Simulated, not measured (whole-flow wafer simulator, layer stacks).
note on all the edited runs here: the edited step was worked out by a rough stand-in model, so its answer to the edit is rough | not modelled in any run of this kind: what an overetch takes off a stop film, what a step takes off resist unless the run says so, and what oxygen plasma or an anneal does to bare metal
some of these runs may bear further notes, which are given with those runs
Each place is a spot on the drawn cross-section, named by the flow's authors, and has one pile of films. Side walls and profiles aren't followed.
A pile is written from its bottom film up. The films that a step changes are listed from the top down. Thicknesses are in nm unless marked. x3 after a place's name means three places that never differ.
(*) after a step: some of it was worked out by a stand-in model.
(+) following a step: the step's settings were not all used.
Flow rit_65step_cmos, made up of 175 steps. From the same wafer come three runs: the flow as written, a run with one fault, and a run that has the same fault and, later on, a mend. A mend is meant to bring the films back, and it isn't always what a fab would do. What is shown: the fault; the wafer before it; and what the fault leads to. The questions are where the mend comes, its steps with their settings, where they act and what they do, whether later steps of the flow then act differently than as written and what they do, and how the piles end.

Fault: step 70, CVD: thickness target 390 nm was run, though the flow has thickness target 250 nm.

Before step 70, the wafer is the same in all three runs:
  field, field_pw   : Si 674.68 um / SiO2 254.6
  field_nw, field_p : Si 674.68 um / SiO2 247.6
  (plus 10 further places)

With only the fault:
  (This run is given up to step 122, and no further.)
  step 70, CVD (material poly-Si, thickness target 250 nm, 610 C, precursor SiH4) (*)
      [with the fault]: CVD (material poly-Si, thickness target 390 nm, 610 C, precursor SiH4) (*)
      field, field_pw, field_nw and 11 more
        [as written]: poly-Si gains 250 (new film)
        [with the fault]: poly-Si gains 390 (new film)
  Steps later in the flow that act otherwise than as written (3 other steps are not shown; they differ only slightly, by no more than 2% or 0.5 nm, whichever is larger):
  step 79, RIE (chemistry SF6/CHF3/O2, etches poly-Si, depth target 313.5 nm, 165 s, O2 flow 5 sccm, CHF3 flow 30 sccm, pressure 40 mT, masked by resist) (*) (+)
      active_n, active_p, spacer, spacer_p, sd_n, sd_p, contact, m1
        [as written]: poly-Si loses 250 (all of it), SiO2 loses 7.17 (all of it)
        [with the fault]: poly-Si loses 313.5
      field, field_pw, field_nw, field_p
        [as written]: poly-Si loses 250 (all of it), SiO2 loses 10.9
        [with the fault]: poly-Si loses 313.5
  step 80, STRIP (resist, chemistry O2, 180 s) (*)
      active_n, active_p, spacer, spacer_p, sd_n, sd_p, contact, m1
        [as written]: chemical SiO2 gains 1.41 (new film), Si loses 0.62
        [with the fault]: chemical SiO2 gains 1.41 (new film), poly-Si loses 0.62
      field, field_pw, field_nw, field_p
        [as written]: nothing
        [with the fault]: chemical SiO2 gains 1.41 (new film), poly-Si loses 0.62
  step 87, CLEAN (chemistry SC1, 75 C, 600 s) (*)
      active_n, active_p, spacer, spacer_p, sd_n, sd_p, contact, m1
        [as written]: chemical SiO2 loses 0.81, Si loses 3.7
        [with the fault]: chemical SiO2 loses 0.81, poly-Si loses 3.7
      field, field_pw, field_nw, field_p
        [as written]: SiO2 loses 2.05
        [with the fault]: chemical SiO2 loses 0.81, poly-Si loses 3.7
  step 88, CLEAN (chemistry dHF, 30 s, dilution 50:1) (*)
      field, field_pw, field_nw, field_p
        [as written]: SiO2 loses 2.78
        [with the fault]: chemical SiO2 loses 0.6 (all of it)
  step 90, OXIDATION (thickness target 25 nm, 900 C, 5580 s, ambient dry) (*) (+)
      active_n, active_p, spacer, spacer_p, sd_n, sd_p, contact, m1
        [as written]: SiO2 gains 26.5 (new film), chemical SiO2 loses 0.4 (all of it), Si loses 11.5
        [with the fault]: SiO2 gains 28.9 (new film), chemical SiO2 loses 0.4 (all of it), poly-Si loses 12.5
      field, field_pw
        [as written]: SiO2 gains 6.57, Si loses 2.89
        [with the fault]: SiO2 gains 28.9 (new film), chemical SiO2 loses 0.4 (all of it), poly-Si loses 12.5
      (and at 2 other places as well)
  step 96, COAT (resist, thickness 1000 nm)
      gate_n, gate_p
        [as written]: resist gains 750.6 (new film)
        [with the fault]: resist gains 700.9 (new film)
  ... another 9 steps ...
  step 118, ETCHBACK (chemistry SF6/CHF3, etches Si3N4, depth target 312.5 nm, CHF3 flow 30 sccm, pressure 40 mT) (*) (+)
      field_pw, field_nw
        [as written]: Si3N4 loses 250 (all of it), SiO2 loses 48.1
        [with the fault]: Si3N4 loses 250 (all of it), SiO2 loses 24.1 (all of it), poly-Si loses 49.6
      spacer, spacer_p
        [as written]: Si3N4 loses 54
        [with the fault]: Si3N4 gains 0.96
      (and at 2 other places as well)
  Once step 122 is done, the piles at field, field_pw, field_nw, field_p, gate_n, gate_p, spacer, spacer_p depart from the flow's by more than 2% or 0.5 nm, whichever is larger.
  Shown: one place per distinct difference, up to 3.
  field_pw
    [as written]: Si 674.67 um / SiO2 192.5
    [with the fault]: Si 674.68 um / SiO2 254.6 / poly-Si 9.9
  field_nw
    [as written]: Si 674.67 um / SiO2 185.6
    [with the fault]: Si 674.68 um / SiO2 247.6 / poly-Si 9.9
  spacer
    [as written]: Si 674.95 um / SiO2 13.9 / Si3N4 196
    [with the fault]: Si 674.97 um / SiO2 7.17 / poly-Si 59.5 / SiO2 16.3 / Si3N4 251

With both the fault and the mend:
  The mend follows step 71.
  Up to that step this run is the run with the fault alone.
  step 71a, ETCH (chemistry tmah, depth target 448.5 nm)
      field, field_pw, field_nw and 11 more
        poly-Si loses 390 (all of it)
  step 71b, CLEAN (chemistry SC2, 75 C, 600 s) (the flow's step 66 again)
      leaves every film unchanged at each place that is followed
  step 71c, CVD (material poly-Si, thickness target 250 nm, 610 C, precursor SiH4) (*) (the flow's step 70 again)
      field, field_pw, field_nw and 11 more
        poly-Si gains 250 (new film)
  Every later step of the flow that is run acts as written at every place that is followed.
  The piles end the same as the flow's at every place that both follow.
